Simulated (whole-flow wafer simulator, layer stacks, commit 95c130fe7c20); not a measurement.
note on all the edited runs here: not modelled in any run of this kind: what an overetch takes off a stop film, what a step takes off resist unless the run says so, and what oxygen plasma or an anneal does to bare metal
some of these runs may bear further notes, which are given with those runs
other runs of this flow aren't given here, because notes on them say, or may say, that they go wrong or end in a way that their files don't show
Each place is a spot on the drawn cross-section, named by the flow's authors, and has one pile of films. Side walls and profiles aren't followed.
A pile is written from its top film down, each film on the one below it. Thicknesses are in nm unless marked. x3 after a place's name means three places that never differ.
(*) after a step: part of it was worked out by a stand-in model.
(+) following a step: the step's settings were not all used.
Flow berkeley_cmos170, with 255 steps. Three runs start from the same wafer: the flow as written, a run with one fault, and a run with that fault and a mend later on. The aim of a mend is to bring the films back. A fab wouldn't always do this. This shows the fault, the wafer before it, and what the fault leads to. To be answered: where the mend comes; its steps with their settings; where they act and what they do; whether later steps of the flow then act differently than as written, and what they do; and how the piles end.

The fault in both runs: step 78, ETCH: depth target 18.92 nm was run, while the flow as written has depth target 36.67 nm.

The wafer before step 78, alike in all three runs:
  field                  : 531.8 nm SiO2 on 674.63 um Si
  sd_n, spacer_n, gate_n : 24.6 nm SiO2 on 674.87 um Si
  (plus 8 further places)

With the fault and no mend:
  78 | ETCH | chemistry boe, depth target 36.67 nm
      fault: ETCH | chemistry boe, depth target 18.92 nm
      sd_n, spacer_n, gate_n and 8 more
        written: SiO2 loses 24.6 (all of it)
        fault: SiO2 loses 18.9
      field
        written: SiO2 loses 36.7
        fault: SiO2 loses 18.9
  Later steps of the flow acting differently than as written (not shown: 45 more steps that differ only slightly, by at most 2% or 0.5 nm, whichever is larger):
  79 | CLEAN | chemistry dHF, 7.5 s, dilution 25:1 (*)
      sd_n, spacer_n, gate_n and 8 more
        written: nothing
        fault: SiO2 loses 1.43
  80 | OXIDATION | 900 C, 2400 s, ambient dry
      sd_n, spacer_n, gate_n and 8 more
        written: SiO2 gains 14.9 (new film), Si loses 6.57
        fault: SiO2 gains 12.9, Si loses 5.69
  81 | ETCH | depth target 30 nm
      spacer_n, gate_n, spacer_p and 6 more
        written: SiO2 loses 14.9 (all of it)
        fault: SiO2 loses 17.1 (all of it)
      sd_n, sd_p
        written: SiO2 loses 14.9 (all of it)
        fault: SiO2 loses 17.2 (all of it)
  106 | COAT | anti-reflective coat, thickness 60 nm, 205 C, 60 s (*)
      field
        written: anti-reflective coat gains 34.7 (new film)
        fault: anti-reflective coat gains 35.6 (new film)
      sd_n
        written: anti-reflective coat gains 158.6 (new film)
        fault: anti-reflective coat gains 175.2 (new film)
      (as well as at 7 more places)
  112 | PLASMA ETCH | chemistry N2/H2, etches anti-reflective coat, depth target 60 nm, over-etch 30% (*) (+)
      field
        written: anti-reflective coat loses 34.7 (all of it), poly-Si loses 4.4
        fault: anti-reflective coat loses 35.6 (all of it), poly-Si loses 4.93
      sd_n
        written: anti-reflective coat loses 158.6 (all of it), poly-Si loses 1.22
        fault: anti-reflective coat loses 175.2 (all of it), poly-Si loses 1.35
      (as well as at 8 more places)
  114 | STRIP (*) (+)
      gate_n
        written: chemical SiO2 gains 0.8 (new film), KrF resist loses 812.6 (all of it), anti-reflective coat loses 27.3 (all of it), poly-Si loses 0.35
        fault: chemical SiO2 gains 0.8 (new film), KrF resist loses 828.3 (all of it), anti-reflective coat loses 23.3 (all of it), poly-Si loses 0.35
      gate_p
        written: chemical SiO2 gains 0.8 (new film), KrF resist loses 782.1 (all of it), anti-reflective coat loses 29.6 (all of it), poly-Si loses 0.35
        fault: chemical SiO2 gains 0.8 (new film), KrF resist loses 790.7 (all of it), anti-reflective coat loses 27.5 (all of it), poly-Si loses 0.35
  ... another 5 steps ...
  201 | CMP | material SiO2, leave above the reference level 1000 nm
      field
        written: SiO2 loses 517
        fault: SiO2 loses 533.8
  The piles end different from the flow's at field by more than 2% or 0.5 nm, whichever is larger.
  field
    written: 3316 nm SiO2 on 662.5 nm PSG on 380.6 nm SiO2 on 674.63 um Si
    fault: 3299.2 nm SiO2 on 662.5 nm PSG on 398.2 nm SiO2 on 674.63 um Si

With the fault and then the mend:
  The mend follows step 78.
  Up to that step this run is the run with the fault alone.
  78a | ETCH | chemistry boe, depth target 17.75 nm (the flow's step 78 again, with other settings)
      spacer_n, gate_n, spacer_p and 6 more
        SiO2 loses 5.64 (all of it)
      sd_n, sd_p
        SiO2 loses 5.7 (all of it)
      field
        SiO2 loses 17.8
  Every later step of the flow that is run acts as written, at every place that is followed, to within 2% or 0.5 nm, whichever is larger.
  At every place that both follow, the piles at the end match the flow's.
